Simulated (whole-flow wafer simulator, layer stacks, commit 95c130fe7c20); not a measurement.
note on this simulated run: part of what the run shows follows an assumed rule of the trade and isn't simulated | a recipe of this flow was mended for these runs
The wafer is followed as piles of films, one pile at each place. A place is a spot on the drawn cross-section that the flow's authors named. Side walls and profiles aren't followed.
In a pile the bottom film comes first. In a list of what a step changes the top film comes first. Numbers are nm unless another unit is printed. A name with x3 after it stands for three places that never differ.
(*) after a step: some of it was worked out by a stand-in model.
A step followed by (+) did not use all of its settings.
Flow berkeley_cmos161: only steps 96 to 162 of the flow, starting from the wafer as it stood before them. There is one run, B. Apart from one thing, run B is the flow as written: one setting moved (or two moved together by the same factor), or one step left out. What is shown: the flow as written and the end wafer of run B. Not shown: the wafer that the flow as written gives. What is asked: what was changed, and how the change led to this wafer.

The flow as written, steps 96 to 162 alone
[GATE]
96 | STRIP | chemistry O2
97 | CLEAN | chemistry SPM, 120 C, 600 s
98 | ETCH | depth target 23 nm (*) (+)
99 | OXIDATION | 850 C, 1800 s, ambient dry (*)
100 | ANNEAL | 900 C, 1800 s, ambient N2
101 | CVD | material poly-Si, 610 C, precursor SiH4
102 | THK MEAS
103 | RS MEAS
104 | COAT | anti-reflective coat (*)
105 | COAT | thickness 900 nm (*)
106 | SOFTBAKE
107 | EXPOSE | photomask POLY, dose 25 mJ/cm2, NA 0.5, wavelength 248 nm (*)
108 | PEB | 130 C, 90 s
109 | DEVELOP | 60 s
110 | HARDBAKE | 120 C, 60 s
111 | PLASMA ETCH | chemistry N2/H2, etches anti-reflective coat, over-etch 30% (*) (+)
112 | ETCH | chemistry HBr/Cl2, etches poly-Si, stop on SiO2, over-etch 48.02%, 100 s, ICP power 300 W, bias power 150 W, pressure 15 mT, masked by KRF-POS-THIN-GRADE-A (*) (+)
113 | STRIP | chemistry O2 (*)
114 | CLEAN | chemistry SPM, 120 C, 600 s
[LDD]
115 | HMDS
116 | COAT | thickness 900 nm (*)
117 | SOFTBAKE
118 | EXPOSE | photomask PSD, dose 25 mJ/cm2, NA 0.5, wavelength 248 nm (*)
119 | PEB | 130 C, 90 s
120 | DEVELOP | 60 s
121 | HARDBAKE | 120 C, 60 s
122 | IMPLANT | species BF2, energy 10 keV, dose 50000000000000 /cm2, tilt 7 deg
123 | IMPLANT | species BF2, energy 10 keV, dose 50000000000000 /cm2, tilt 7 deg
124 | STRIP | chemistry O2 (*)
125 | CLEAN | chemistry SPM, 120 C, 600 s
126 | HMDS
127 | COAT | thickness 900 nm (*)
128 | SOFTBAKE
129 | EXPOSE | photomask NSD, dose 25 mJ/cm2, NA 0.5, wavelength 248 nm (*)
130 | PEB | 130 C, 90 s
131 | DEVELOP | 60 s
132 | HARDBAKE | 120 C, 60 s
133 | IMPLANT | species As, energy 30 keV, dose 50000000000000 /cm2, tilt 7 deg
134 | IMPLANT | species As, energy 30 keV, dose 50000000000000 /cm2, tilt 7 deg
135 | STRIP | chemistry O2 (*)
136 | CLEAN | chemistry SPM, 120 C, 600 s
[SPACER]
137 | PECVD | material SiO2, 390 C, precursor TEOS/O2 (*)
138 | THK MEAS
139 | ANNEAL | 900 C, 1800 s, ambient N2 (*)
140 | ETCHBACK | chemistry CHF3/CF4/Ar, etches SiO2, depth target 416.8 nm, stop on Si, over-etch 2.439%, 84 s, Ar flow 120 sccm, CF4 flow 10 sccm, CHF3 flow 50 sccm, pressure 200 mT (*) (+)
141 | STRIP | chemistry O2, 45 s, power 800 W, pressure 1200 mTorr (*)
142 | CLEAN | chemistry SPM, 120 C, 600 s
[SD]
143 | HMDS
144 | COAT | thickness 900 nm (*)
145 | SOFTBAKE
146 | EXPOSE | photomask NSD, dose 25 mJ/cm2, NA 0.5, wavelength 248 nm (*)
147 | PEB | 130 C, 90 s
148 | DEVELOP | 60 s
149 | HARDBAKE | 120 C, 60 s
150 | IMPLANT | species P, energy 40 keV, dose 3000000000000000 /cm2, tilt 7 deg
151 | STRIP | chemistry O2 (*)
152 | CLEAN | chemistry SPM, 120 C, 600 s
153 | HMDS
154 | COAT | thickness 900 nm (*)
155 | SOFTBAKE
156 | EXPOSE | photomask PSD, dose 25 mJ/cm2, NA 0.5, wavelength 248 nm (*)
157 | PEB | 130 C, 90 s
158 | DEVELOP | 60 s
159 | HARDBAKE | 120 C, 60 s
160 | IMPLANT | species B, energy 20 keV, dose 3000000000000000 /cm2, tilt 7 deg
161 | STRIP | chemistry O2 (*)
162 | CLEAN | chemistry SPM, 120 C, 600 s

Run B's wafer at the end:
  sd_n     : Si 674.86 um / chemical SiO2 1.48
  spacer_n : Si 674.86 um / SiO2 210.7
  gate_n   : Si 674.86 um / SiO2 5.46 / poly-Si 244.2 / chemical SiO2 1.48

Cause: step 99, OXIDATION: 819 C was run, whereas the flow has 850 C.

Step by step, how the change led to this:
  99 | OXIDATION | 850 C, 1800 s, ambient dry (*)
      sd_n, spacer_n, gate_n, sd_p, spacer_p, gate_p, contact, m1: SiO2 gains 5.46 (new film), Si loses 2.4 (it would be, as written: SiO2 gains 7.48 (new film), Si loses 3.29)
